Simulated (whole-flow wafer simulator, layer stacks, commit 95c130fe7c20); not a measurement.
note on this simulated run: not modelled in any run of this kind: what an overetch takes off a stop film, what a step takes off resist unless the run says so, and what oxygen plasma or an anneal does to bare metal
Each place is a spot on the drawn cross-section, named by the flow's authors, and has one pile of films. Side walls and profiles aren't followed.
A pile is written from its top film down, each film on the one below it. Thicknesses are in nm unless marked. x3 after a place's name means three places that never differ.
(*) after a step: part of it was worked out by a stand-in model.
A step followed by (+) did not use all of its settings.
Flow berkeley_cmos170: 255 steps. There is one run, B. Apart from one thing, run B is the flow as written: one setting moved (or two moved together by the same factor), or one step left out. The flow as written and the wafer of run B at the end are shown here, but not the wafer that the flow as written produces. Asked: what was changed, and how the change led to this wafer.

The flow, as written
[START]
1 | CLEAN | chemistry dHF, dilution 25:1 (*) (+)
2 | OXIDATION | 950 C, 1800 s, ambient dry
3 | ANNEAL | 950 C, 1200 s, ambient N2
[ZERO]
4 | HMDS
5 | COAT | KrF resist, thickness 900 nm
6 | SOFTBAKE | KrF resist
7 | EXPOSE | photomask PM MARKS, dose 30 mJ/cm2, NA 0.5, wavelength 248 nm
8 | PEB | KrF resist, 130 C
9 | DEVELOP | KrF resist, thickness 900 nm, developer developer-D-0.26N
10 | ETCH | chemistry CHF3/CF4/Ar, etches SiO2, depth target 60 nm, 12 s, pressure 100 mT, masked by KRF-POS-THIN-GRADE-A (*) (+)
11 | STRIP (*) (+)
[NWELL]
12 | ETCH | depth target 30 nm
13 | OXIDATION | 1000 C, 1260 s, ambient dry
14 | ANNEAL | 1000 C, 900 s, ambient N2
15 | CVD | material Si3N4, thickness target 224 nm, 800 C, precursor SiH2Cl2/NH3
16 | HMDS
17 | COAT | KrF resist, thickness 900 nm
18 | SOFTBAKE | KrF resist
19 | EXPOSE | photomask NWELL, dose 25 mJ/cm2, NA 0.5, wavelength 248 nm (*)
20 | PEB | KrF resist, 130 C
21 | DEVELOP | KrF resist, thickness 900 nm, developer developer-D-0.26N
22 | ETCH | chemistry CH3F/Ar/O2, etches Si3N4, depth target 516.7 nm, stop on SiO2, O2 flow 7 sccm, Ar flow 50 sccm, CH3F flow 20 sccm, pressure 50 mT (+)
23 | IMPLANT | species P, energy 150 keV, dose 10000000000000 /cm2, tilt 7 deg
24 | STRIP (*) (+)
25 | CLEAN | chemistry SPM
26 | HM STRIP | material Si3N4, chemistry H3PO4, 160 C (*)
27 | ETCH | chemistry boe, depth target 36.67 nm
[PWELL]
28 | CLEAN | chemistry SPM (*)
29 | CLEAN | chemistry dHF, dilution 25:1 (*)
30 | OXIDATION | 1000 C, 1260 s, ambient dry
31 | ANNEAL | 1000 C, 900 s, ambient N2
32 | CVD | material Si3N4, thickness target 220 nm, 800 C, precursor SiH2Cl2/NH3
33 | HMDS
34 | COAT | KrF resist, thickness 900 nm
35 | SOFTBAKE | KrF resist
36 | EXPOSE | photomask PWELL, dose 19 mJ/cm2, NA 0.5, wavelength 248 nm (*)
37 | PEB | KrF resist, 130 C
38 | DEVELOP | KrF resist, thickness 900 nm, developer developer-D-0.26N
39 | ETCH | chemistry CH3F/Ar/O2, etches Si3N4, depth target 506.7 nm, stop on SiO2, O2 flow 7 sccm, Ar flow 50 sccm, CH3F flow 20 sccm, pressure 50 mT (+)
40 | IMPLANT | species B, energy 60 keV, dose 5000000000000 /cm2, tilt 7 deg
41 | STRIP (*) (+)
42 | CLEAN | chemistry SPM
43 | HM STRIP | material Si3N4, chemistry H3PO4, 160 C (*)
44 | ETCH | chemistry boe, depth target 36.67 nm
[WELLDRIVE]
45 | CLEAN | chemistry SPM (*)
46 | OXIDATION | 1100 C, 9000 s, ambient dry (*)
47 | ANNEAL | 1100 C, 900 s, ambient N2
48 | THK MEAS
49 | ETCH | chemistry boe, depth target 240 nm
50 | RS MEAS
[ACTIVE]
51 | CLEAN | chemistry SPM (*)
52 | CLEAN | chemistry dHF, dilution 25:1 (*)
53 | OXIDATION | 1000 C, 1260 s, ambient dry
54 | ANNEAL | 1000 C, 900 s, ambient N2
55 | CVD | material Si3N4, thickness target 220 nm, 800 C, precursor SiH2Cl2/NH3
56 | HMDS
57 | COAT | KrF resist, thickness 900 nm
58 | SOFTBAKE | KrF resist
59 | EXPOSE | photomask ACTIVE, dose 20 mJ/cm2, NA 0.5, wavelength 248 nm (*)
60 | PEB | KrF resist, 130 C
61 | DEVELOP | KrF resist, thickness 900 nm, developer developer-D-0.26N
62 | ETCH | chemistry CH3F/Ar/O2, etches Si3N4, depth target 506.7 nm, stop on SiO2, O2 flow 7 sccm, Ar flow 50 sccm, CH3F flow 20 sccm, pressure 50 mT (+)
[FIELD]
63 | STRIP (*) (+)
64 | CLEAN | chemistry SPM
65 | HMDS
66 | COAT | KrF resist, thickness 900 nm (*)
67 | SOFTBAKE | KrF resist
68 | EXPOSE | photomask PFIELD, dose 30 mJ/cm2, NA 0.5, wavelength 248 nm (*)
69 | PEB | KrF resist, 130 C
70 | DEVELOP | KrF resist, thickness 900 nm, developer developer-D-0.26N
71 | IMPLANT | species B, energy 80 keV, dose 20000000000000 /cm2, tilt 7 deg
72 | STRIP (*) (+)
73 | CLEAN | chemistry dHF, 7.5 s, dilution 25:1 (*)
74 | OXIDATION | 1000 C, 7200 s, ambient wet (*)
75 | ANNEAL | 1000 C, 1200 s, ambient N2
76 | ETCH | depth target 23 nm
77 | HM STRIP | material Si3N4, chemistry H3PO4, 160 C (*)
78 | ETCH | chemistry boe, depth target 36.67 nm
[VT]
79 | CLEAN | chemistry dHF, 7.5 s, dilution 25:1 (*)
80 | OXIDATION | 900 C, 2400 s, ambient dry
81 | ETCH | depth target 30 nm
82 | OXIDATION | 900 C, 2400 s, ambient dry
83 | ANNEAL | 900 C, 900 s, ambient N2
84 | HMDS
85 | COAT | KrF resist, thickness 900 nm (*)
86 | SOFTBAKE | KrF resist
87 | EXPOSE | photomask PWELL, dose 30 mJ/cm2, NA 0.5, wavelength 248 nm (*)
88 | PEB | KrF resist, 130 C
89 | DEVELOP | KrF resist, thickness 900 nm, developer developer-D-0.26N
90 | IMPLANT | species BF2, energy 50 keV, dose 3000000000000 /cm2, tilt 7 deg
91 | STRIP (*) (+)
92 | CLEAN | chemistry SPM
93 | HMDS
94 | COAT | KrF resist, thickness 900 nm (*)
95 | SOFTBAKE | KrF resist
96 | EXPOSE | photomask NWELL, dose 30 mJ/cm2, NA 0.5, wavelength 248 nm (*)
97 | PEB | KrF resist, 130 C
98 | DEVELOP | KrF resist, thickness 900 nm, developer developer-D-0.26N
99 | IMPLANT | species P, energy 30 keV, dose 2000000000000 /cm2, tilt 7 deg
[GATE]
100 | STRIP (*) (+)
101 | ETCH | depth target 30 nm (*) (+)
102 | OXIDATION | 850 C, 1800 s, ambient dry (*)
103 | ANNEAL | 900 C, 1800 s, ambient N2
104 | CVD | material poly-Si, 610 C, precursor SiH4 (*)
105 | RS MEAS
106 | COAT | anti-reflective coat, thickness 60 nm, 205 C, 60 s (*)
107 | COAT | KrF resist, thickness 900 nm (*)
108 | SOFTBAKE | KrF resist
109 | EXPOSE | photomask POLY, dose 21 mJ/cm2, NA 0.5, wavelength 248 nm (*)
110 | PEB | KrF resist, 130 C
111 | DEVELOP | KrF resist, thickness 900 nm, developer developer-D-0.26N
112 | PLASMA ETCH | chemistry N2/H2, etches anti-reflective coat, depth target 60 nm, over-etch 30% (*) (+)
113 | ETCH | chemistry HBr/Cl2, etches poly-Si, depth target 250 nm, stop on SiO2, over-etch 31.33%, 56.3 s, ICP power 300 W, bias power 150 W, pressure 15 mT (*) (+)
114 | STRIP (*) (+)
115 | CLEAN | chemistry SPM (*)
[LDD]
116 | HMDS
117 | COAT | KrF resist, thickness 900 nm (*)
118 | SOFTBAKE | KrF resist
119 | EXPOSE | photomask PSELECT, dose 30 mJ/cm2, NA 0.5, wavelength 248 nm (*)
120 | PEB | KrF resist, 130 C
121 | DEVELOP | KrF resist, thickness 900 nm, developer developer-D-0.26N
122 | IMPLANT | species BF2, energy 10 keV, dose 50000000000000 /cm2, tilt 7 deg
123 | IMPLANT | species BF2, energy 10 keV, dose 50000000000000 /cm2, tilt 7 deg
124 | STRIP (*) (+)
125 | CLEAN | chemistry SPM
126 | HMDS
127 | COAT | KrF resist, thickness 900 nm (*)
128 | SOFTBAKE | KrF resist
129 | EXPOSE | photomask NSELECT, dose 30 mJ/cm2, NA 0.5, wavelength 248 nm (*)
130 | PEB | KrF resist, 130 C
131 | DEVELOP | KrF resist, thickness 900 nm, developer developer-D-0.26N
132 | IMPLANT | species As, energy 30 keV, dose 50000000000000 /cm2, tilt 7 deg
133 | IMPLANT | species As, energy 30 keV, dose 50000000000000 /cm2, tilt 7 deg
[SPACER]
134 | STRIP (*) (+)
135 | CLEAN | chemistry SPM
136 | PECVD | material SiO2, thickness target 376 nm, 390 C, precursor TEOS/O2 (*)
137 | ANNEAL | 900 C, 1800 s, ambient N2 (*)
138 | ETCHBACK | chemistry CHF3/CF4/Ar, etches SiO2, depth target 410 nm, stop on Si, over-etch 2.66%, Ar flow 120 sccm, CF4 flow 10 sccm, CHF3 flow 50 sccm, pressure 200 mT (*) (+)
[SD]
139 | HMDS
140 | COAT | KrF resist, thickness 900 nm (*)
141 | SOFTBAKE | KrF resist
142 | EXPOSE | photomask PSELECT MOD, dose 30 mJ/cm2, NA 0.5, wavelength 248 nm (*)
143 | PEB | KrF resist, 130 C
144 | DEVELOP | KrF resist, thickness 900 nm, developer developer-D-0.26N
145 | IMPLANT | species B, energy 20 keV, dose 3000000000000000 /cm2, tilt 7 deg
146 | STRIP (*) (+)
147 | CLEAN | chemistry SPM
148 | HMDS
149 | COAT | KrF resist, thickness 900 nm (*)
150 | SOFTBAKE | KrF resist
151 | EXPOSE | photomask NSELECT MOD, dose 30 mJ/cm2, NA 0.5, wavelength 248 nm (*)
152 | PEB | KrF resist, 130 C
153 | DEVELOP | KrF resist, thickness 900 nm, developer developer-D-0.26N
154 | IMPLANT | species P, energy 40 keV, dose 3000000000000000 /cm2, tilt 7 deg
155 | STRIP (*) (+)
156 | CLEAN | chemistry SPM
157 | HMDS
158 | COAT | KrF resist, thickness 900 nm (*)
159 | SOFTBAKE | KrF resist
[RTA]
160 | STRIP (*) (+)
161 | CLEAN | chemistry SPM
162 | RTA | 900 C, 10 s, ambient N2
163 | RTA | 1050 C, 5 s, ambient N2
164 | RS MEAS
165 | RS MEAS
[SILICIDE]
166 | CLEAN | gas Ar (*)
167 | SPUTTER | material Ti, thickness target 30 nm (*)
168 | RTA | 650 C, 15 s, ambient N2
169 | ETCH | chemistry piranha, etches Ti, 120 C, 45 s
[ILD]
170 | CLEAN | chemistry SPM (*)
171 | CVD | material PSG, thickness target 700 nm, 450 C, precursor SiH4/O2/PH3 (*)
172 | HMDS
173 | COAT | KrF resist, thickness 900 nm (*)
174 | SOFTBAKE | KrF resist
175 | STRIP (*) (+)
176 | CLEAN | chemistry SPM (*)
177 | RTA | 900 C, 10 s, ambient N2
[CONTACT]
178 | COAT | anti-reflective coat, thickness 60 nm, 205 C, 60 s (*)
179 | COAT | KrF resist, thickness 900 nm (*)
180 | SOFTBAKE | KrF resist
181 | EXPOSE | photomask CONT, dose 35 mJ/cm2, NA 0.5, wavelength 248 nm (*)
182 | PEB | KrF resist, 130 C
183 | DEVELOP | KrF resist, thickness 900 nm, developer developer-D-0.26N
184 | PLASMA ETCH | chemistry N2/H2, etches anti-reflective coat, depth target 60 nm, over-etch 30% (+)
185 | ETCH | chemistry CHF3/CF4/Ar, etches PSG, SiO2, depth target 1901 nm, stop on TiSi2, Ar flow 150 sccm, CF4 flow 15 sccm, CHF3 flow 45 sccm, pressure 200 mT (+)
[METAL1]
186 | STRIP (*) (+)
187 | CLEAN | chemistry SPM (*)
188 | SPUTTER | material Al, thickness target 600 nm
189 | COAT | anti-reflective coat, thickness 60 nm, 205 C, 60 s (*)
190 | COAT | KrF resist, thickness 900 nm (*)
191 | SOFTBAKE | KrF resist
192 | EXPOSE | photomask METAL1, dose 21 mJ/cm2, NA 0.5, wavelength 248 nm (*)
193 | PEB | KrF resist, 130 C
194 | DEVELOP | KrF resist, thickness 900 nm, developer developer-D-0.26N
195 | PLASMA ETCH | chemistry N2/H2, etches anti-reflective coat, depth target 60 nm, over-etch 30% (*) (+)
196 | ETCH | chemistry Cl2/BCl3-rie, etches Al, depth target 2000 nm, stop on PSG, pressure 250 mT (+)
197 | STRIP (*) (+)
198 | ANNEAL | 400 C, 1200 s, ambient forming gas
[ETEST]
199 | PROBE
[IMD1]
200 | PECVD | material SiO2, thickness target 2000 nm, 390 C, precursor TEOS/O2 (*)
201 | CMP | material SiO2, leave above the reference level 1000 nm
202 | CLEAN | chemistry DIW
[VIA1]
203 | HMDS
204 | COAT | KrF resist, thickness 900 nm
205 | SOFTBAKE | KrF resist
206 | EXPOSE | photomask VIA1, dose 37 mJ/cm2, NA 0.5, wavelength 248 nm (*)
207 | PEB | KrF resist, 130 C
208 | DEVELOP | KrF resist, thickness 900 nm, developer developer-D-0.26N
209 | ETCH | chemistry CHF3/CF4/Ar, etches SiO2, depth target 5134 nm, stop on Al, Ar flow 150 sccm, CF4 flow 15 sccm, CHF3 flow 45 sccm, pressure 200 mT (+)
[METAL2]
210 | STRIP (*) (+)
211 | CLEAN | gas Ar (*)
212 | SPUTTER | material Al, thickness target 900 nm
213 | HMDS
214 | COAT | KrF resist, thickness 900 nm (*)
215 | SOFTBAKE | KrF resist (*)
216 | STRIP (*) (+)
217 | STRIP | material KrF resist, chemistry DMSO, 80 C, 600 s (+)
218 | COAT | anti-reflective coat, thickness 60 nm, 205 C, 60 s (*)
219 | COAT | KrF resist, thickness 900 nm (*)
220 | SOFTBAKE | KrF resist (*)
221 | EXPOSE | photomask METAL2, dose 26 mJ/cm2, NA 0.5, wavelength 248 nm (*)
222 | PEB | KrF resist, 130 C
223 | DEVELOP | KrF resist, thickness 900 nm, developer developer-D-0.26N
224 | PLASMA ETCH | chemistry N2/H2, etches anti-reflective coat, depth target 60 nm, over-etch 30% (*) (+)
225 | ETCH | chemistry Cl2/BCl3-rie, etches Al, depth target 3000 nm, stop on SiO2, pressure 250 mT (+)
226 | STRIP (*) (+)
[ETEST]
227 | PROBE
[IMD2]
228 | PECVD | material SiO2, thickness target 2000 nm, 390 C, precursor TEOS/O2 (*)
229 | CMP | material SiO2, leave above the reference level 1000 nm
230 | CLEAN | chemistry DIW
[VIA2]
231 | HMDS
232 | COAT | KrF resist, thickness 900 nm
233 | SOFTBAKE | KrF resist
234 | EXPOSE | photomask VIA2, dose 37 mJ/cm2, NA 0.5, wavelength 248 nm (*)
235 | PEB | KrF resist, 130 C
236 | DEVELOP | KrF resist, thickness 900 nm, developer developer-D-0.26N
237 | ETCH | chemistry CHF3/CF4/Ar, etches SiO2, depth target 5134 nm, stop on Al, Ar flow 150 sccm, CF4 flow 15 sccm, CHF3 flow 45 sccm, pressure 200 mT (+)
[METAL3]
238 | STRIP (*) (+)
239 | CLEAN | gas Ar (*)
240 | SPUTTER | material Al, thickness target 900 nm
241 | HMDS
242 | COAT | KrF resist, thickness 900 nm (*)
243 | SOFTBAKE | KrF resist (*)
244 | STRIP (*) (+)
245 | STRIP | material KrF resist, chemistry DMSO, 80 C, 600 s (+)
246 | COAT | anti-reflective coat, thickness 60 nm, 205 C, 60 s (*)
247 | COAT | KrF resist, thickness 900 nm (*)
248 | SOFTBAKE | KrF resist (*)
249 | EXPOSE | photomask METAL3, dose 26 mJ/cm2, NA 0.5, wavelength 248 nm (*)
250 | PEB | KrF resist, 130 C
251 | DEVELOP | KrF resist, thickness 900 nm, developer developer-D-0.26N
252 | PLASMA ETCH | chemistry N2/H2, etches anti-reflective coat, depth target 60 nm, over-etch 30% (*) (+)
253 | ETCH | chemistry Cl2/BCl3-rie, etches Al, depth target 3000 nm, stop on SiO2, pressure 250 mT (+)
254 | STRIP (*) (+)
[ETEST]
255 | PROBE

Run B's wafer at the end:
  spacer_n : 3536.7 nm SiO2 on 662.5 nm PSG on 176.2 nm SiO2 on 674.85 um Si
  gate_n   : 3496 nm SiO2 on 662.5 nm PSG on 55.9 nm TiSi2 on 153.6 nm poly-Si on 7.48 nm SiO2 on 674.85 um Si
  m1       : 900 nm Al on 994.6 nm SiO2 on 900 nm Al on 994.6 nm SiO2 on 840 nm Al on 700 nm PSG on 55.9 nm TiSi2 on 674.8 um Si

Cause: step 188, SPUTTER: thickness target 840 nm was run, whereas the flow has thickness target 600 nm.
The wafer itself shows it: m1 has Al 840, and step 188 as written asks for 600 nm.

How this came from the change, step by step:
  188 | SPUTTER | material Al, thickness target 600 nm
      field, sd_n, spacer_n and 7 more: +840 Al (new film) (in the flow as written it would be: +600 Al (new film))
      sd_p: +811.1 Al (new film) (in the flow as written it would be: +573.8 Al (new film))
      (and at 1 other place as well)
  189 | COAT | anti-reflective coat, thickness 60 nm, 205 C, 60 s (*)
      sd_n: +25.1 anti-reflective coat (new film) (in the flow as written it would be: +17.7 anti-reflective coat (new film))
      contact: +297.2 anti-reflective coat (new film) (in the flow as written it would be: +261.9 anti-reflective coat (new film))
      (and at 1 other place as well)
  190 | COAT | KrF resist, thickness 900 nm (*)
      sd_n: +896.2 KrF resist (new film) (in the flow as written it would be: +922.1 KrF resist (new film))
  194 | DEVELOP | KrF resist, thickness 900 nm, developer developer-D-0.26N
      sd_n: -894.8 KrF resist (all of it) (in the flow as written it would be: -920.6 KrF resist (all of it))
  195 | PLASMA ETCH | chemistry N2/H2, etches anti-reflective coat, depth target 60 nm, over-etch 30% (*) (+)
      sd_n: -25.1 anti-reflective coat (all of it) (in the flow as written it would be: -17.7 anti-reflective coat (all of it))
  196 | ETCH | chemistry Cl2/BCl3-rie, etches Al, depth target 2000 nm, stop on PSG, pressure 250 mT (+)
      field, sd_n, spacer_n, gate_n, spacer_p, gate_p: -840 Al (all of it), -37.5 PSG (in the flow as written it would be: -600 Al (all of it), -37.5 PSG)
      contact, m1, via1, m2, via2: -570 KrF resist (in the flow as written it would be: -450 KrF resist)
      (and at 1 other place as well)
  197 | STRIP (*) (+)
      contact: -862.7 KrF resist (all of it), -297.2 anti-reflective coat (all of it) (in the flow as written it would be: -966.1 KrF resist (all of it), -261.9 anti-reflective coat (all of it))
      m1: -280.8 KrF resist (all of it), -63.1 anti-reflective coat (all of it) (in the flow as written it would be: -404.7 KrF resist (all of it), -63 anti-reflective coat (all of it))
      (and at 3 other places as well)
  201 | CMP | material SiO2, leave above the reference level 1000 nm
      contact: nothing (in the flow as written it would be: -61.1 SiO2)
      spacer_n, spacer_p: -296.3 SiO2 (in the flow as written it would be: -536.3 SiO2)
      (and at 5 other places as well)
  218 | COAT | anti-reflective coat, thickness 60 nm, 205 C, 60 s (*)
      sd_n: +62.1 anti-reflective coat (new film) (in the flow as written it would be: +64.1 anti-reflective coat (new film))
      contact: +64.9 anti-reflective coat (new film) (in the flow as written it would be: +62.1 anti-reflective coat (new film))
  224 | PLASMA ETCH | chemistry N2/H2, etches anti-reflective coat, depth target 60 nm, over-etch 30% (*) (+)
      contact, m1, via1, m2, via2: -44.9 KrF resist (in the flow as written it would be: -46.3 KrF resist)
      sd_n: -62.1 anti-reflective coat (all of it) (in the flow as written it would be: -64.1 anti-reflective coat (all of it))
  226 | STRIP (*) (+)
      contact: -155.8 KrF resist (all of it), -64.9 anti-reflective coat (all of it) (in the flow as written it would be: -151.9 KrF resist (all of it), -62.1 anti-reflective coat (all of it))
